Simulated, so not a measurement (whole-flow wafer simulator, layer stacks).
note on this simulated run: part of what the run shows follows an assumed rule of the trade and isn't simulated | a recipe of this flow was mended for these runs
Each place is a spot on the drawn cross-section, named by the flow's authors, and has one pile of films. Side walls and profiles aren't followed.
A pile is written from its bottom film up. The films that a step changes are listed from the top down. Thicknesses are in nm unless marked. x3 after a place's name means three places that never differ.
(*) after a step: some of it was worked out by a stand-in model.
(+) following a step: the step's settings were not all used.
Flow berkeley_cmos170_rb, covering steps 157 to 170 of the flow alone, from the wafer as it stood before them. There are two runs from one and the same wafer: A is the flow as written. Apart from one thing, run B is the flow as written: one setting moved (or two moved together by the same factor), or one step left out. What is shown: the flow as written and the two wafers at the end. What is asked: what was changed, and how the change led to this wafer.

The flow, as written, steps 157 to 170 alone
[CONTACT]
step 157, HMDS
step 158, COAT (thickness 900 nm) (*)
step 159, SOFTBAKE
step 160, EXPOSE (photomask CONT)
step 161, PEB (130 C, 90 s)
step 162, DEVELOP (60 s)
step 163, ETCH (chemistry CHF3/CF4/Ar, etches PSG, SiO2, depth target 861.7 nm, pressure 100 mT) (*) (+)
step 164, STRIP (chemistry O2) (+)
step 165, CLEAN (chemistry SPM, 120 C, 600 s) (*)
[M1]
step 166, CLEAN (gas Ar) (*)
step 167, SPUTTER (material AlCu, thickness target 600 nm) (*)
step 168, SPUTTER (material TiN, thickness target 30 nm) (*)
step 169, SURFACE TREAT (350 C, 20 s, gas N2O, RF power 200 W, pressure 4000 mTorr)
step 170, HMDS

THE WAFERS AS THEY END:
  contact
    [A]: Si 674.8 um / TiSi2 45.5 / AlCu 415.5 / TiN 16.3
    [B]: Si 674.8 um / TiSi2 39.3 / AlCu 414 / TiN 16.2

The reason: step 163, ETCH: depth target 985.7 nm was run, whereas the flow has depth target 861.7 nm.

The path from the change to this, step by step:
  step 163, ETCH (chemistry CHF3/CF4/Ar, etches PSG, SiO2, depth target 861.7 nm, pressure 100 mT) (*) (+)
      field, sd_n, spacer_n, gate, sd_p, spacer_p, gate_p, m1: A -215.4 KrF-resist | B -246.4 KrF-resist
      contact: A -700 PSG (all of it), -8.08 TiSi2 | B -700 PSG (all of it), -14.3 TiSi2
  step 164, STRIP (chemistry O2) (+)
      field: A -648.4 KrF-resist (all of it) | B -617.3 KrF-resist (all of it)
      sd_n: A -772.5 KrF-resist (all of it) | B -741.5 KrF-resist (all of it)
      (as well as at 6 more places)
